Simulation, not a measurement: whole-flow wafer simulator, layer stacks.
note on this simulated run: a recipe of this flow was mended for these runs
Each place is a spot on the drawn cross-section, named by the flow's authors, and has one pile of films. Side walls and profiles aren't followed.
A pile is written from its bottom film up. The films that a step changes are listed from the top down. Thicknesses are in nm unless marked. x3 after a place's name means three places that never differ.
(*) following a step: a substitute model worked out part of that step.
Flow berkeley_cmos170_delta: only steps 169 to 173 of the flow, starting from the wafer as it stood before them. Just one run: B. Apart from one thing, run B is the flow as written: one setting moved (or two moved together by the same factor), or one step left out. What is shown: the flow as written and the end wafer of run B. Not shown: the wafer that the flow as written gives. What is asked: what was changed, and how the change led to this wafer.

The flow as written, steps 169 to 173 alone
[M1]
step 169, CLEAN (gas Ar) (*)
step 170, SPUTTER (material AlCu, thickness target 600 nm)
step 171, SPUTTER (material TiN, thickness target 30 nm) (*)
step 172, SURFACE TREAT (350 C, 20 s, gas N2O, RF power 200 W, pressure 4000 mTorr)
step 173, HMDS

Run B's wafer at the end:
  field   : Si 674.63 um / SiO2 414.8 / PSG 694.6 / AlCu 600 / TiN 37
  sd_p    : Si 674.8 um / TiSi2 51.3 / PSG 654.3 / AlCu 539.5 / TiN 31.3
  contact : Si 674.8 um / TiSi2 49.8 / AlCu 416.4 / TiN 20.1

The reason: step 171, SPUTTER: thickness target 37 nm was run, whereas the flow has thickness target 30 nm.
One can read it off the wafer: field has TiN 37, and step 171 as written asks for 30 nm.

Step by step, how the change led to this:
  step 171, SPUTTER (material TiN, thickness target 30 nm) (*)
      field, sd_n, spacer_n, gate, spacer_p, gate_p, m1: +37 TiN (new film) (in the flow as written it would be: +30 TiN (new film))
      sd_p: +31.3 TiN (new film) (in the flow as written it would be: +25.3 TiN (new film))
      (and at 1 other place as well)
